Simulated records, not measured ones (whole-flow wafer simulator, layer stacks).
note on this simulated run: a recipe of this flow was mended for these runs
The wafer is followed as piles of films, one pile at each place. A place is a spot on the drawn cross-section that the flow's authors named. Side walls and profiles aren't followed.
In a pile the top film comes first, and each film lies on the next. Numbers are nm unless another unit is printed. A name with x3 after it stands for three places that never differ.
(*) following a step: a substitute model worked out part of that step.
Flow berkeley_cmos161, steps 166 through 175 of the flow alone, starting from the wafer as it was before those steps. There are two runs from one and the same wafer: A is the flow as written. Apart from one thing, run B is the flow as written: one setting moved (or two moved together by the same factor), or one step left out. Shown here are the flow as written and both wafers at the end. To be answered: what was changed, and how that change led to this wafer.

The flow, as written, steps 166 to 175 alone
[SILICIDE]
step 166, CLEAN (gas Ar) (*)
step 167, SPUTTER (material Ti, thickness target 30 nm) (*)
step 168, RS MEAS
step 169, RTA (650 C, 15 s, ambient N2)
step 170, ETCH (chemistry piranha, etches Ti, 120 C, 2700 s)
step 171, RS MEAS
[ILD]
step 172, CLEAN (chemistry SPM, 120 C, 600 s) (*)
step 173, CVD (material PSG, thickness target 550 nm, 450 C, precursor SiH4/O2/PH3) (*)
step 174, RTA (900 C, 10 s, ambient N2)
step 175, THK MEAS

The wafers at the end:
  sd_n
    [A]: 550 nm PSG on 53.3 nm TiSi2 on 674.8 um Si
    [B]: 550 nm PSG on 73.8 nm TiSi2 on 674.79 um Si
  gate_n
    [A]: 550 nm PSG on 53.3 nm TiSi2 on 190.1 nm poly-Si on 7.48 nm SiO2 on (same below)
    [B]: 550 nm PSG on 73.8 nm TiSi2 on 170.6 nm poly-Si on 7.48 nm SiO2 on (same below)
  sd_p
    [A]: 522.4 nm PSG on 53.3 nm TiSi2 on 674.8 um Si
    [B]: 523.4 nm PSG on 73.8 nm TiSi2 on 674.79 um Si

Cause: step 167, SPUTTER: thickness target 41 nm was run, whereas the flow has thickness target 30 nm; step 170, ETCH: 3672 s was run, where the flow has 2700 s.

Step by step, how the change led to this:
  step 167, SPUTTER (material Ti, thickness target 30 nm) (*)
      field, sd_n, spacer_n, gate_n, sd_p, spacer_p, gate_p, contact x2: A +30 Ti (new film) | B +41 Ti (new film)
  step 169, RTA (650 C, 15 s, ambient N2)
      sd_n, sd_p, contact x2: A -23.4 Ti, +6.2 TiSi first (new film), +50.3 TiSi2 C49 (new film), -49 Si | B -32 Ti, +30.8 TiSi first (new film), +35.6 TiSi2 C49 (new film), -52.2 Si
      gate_n, gate_p: A -23.4 Ti, +6.2 TiSi first (new film), +50.3 TiSi2 C49 (new film), -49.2 poly-Si | B -32 Ti, +30.8 TiSi first (new film), +35.6 TiSi2 C49 (new film), -52.4 poly-Si
  step 170, ETCH (chemistry piranha, etches Ti, 120 C, 2700 s)
      sd_n, gate_n, sd_p, gate_p, contact x2: A -6.6 Ti (all of it), -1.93 TiSi first | B -9.02 Ti (all of it), -1.98 TiSi first
      field, spacer_n, spacer_p: A -30 Ti (all of it) | B -41 Ti (all of it)
  step 174, RTA (900 C, 10 s, ambient N2)
      sd_n, sd_p, contact x2: A under 1 film: +53.3 TiSi2 (new film), -4.27 TiSi first (all of it), -50.3 TiSi2 C49 (all of it), -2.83 Si | B under 1 film: +73.8 TiSi2 (new film), -28.8 TiSi first (all of it), -35.6 TiSi2 C49 (all of it), -19.1 Si
      gate_n, gate_p: A under 1 film: +53.3 TiSi2 (new film), -4.27 TiSi first (all of it), -50.3 TiSi2 C49 (all of it), -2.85 poly-Si | B under 1 film: +73.8 TiSi2 (new film), -28.8 TiSi first (all of it), -35.6 TiSi2 C49 (all of it), -19.2 poly-Si
